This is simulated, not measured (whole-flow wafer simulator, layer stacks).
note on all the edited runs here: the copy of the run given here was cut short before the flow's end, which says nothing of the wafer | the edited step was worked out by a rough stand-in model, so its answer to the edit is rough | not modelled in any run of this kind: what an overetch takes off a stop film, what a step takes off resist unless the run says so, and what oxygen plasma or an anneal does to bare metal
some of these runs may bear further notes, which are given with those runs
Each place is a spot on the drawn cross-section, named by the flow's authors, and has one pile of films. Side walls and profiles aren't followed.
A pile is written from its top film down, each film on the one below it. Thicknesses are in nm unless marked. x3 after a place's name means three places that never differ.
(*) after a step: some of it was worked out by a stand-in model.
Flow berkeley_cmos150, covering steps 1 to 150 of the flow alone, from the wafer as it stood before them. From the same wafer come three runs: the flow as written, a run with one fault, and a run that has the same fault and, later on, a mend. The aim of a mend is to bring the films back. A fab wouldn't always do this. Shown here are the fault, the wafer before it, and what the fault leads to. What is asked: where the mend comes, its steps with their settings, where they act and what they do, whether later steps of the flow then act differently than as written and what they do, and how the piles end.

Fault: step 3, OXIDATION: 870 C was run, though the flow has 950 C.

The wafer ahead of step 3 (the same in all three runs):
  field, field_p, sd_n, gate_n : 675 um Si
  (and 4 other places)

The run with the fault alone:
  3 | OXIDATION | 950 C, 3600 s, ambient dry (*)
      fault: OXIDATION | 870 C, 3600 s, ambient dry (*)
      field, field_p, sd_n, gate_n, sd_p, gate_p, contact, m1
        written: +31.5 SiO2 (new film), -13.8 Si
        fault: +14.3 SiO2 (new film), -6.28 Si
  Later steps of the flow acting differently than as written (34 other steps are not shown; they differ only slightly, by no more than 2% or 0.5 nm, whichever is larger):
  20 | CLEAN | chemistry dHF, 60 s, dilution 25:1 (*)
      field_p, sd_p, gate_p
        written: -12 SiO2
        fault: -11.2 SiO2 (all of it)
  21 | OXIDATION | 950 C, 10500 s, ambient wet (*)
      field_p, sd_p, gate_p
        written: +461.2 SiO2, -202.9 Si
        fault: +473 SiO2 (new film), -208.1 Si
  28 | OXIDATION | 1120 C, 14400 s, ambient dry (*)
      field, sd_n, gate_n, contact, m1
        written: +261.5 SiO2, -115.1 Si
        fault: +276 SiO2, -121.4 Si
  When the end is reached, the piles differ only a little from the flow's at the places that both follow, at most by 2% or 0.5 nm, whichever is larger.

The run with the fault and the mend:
  The mend follows step 4.
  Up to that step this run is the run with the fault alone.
  4a | OXIDATION | 950 C, 2463 s, ambient dry (*) (the flow's step 3, run once more with other settings)
      field, field_p, sd_n, gate_n, sd_p, gate_p, contact, m1
        +17.3 SiO2, -7.6 Si
  Every later step of the flow that is run acts as written, at every place that is followed, to within 2% or 0.5 nm, whichever is larger.
  The piles end the same as the flow's at every place that both follow.
